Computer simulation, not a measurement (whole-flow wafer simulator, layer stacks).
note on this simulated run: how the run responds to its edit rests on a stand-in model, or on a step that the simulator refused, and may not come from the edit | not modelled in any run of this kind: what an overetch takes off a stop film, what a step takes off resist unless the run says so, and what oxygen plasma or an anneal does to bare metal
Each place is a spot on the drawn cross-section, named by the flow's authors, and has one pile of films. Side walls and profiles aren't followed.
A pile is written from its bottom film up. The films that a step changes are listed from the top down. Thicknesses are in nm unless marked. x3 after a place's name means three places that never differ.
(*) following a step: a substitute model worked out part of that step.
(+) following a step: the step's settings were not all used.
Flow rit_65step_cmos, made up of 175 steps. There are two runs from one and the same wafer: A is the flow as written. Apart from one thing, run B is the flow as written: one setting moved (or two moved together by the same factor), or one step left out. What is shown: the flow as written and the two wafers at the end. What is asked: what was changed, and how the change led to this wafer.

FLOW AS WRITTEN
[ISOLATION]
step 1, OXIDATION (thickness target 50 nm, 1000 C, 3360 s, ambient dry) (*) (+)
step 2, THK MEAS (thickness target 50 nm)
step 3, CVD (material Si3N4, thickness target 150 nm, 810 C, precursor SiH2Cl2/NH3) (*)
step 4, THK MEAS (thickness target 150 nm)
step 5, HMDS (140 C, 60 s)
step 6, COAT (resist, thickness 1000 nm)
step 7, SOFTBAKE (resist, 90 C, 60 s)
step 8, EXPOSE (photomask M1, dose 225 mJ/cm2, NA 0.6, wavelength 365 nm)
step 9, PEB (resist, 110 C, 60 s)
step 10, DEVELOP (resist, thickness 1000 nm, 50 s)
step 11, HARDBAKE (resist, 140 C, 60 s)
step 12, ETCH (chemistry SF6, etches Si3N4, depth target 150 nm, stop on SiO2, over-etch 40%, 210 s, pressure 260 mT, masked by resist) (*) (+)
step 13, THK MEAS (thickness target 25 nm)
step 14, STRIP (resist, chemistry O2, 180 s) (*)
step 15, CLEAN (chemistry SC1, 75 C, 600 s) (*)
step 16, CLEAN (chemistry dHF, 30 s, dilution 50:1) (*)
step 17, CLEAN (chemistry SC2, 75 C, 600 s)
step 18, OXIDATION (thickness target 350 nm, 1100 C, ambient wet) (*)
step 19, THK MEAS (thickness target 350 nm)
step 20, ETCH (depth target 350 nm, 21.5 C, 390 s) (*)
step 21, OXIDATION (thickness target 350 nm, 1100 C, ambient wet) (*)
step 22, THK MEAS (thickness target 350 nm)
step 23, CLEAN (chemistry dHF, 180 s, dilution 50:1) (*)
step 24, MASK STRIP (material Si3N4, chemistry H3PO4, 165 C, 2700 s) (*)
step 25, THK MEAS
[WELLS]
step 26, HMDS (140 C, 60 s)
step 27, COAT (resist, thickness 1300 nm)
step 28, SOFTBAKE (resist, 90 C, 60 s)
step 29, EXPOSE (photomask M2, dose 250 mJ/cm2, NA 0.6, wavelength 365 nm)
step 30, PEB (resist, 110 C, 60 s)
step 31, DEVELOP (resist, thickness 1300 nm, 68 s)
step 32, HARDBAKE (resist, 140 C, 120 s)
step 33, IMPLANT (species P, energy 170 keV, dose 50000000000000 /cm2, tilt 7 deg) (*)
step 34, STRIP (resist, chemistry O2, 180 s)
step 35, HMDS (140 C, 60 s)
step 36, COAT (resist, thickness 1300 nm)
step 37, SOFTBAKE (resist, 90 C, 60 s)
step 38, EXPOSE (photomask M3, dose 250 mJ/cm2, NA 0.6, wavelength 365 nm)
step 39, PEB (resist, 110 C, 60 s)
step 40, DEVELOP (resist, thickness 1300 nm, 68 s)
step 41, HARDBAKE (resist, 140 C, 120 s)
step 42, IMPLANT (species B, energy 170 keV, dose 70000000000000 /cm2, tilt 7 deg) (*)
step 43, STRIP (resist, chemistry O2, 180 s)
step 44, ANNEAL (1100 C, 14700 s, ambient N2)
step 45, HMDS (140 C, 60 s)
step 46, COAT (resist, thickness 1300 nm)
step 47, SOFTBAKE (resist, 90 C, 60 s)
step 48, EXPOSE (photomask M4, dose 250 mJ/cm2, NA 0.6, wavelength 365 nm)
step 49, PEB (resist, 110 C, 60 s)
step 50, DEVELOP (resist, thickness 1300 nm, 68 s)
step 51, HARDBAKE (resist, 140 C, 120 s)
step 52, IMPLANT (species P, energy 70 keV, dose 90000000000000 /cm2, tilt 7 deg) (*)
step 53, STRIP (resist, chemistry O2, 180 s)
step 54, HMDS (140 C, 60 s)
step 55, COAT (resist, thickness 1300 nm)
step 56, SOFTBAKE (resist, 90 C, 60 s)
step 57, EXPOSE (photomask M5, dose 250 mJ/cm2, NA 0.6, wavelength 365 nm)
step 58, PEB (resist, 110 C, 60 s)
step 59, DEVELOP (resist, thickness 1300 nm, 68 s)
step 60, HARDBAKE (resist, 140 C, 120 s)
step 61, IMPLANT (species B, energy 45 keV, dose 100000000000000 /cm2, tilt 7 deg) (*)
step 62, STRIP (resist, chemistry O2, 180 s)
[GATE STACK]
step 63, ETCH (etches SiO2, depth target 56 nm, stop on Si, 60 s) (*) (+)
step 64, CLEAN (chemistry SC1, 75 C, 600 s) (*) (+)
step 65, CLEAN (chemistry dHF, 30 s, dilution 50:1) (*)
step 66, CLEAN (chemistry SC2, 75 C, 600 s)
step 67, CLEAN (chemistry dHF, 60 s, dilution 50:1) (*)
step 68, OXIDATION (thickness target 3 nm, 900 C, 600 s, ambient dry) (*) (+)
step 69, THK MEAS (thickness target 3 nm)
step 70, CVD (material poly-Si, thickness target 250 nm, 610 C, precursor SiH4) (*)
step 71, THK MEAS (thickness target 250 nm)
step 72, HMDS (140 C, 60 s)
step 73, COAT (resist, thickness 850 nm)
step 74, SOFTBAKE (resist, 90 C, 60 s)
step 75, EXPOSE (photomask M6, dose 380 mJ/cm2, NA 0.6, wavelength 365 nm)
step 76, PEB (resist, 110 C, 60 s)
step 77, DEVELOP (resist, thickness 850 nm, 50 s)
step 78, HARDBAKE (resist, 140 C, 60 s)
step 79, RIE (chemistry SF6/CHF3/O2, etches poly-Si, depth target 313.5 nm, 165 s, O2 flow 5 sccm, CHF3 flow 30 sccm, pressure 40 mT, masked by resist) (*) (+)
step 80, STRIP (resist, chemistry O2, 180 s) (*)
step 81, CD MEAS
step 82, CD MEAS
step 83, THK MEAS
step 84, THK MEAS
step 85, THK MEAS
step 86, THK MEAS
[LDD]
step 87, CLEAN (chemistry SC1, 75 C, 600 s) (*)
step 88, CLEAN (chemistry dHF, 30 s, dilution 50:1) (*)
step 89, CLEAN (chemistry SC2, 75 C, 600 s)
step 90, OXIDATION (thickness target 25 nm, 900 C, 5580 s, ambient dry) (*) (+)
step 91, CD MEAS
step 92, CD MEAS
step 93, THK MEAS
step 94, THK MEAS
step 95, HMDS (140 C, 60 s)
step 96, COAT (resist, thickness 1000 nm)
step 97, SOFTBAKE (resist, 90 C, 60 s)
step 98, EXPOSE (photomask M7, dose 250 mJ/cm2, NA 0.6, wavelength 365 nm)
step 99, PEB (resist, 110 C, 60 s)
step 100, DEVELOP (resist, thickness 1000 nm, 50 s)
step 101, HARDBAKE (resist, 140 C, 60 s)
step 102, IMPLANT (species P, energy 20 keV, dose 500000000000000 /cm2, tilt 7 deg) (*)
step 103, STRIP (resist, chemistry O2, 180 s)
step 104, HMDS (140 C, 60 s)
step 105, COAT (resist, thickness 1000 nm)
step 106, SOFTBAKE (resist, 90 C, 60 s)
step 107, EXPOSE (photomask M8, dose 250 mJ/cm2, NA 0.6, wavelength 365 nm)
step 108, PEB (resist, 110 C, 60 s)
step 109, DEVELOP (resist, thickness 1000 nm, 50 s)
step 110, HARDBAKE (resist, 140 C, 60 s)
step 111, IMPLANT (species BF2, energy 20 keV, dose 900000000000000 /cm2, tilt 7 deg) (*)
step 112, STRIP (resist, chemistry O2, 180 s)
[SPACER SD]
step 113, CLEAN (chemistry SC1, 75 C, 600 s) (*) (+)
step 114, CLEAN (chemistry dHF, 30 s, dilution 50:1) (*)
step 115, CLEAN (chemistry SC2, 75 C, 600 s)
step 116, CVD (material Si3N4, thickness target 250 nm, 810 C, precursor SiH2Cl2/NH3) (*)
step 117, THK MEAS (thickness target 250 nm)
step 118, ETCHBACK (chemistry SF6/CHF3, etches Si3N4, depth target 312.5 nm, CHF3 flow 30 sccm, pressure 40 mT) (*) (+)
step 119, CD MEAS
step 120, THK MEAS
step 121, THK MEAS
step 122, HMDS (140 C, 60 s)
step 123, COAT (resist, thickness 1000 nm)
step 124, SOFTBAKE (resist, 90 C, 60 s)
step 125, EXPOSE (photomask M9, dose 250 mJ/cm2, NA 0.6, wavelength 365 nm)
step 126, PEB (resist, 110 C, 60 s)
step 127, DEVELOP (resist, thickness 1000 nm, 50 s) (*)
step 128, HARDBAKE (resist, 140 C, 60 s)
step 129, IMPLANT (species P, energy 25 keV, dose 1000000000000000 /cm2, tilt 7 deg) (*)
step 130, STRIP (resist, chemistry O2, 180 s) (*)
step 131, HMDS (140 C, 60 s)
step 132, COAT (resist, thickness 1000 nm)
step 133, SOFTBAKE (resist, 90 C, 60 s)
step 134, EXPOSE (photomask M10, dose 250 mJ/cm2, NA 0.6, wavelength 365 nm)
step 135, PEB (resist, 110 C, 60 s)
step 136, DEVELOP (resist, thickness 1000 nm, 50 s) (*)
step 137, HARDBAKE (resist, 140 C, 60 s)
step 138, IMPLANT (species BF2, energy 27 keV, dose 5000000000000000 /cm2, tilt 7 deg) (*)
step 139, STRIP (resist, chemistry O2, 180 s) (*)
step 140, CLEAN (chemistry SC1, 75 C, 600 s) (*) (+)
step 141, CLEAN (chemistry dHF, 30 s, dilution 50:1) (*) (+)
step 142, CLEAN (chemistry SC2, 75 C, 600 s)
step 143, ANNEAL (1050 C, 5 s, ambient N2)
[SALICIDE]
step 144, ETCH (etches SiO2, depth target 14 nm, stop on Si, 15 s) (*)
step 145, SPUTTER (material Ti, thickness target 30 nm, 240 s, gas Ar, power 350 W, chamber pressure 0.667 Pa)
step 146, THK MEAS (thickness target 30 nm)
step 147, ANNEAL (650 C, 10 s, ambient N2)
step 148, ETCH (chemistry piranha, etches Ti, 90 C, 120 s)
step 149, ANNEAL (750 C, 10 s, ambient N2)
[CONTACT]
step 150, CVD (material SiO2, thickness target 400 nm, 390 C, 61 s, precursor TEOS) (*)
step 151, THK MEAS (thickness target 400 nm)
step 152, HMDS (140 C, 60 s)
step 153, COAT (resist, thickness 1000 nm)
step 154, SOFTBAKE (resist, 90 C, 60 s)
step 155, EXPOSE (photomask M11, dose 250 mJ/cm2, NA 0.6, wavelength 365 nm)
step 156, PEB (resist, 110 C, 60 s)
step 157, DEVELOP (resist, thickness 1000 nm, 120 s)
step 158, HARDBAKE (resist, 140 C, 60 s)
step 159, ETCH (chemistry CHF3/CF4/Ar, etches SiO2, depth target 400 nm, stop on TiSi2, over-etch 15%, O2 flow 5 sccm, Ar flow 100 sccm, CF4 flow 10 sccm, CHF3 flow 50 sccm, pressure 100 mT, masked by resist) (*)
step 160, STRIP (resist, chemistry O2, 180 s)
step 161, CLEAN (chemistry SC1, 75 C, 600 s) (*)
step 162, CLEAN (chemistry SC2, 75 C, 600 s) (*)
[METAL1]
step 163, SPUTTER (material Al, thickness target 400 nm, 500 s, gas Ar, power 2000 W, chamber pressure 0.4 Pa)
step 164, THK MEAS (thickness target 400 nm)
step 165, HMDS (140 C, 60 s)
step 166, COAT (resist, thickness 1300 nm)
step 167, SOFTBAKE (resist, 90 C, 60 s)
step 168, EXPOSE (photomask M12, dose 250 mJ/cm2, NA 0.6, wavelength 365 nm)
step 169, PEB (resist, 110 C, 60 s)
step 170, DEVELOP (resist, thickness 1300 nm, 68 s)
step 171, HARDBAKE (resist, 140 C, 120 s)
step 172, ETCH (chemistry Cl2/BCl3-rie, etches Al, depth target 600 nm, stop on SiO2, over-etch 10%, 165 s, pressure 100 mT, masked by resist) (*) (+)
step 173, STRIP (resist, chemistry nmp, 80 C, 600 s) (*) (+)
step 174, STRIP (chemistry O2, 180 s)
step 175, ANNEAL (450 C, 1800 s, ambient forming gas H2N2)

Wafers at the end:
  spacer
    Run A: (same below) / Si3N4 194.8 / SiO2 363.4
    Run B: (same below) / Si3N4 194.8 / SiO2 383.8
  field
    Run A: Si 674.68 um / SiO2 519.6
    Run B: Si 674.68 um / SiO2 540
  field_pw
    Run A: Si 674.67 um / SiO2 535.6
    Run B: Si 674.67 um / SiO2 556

What caused this: step 163, SPUTTER: thickness target 563 nm was run, while the flow as written has thickness target 400 nm; step 163, SPUTTER: 704 s was run, where the flow has 500 s.

The path from the change to this, step by step:
  step 163, SPUTTER (material Al, thickness target 400 nm, 500 s, gas Ar, power 2000 W, chamber pressure 0.4 Pa)
      field, field_pw, field_p, spacer, spacer_p: A +400 Al (new film) | B +563 Al (new film)
      gate_n, gate_p: A +396 Al (new film) | B +532.2 Al (new film)
      (and at 1 other place as well)
  step 166, COAT (resist, thickness 1300 nm)
      gate_n: A +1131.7 resist (new film) | B +1160.8 resist (new film)
      gate_p: A +1135.6 resist (new film) | B +1164.1 resist (new film)
  step 169, PEB (resist, 110 C, 60 s)
      gate_n: A -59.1 resist | B -60.7 resist
      gate_p: A -59.3 resist | B -60.9 resist
  step 170, DEVELOP (resist, thickness 1300 nm, 68 s)
      gate_n: A -1072.6 resist (all of it) | B -1100.1 resist (all of it)
      gate_p: A -1076.3 resist (all of it) | B -1103.2 resist (all of it)
  step 172, ETCH (chemistry Cl2/BCl3-rie, etches Al, depth target 600 nm, stop on SiO2, over-etch 10%, 165 s, pressure 100 mT, masked by resist) (*) (+)
      field, field_pw, field_p, spacer, spacer_p: A -400 Al (all of it), -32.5 SiO2 | B -563 Al (all of it), -12.1 SiO2
      gate_n, gate_p: A -396 Al (all of it), -33 SiO2 | B -532.2 Al (all of it), -16 SiO2
      (and at 1 other place as well)
